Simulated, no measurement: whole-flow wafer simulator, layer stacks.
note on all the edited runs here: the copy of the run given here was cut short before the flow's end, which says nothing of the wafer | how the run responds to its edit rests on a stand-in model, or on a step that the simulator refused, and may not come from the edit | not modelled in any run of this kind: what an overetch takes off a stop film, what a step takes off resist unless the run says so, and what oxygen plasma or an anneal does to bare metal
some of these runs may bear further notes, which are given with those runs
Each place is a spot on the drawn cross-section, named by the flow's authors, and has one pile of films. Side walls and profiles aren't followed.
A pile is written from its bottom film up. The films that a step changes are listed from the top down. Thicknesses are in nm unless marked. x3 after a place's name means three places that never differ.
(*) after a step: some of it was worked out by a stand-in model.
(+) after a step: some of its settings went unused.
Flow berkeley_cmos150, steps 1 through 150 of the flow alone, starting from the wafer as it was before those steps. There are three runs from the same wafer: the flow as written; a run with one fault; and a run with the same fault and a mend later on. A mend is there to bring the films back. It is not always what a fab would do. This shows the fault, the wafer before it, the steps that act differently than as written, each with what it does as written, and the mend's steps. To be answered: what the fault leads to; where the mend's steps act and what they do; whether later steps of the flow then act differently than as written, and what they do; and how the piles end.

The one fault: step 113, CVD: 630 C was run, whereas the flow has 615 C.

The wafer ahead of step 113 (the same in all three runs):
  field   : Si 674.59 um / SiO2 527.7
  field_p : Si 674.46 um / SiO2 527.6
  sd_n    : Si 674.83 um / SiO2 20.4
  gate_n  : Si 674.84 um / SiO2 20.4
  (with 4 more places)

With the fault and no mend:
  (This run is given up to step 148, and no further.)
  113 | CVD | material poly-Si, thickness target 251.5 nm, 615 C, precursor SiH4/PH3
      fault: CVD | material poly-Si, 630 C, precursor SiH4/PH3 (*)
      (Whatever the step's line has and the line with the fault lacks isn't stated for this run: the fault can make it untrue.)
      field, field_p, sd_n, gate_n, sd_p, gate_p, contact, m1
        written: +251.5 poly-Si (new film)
        fault: +349.4 poly-Si (new film)
  Later steps of the flow acting differently than as written (5 more steps, not shown, differ only slightly: by at most 2% or 0.5 nm, whichever is larger):
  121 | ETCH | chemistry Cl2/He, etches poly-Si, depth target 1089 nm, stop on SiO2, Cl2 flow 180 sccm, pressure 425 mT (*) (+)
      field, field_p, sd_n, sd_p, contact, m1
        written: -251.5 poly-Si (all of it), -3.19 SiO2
        fault: -349.4 poly-Si (all of it), -3.19 SiO2
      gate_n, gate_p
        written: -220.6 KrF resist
        fault: -290.5 KrF resist
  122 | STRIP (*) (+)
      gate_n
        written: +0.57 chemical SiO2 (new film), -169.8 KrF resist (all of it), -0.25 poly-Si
        fault: +0.63 chemical SiO2 (new film), -100 KrF resist (all of it), -0.28 poly-Si
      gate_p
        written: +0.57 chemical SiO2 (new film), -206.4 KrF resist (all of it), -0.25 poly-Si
        fault: +0.63 chemical SiO2 (new film), -136.4 KrF resist (all of it), -0.28 poly-Si
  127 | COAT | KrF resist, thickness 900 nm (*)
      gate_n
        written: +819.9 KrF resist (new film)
        fault: +748.5 KrF resist (new film)
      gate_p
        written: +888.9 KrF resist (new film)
        fault: +816 KrF resist (new film)
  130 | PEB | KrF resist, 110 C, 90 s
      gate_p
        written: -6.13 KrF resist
        fault: -5.61 KrF resist
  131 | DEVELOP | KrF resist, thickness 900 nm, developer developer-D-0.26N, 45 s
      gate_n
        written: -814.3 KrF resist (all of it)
        fault: -743.3 KrF resist (all of it)
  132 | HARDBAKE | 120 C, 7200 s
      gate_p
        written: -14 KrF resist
        fault: -12.7 KrF resist
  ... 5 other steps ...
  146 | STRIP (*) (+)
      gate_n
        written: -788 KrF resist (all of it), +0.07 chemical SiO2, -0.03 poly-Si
        fault: -718.3 KrF resist (all of it), +0.07 chemical SiO2
  After step 148, at gate_n, gate_p, the piles differ from the flow's by more than 2% or 0.5 nm, whichever is larger.
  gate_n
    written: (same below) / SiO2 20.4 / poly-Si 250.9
    fault: (same below) / SiO2 20.4 / poly-Si 348.9
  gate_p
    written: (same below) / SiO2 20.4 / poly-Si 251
    fault: (same below) / SiO2 20.4 / poly-Si 348.9

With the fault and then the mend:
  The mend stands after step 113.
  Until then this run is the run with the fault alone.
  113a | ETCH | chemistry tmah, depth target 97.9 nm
      field, field_p, sd_n, gate_n, sd_p, gate_p, contact, m1
        -97.9 poly-Si
  None of the later steps of the flow differs from how it acts as written, at any place that is followed, by more than 2% or 0.5 nm, whichever is larger.
  When the end is reached, the piles differ only a little from the flow's at the places that both follow, at most by 2% or 0.5 nm, whichever is larger.
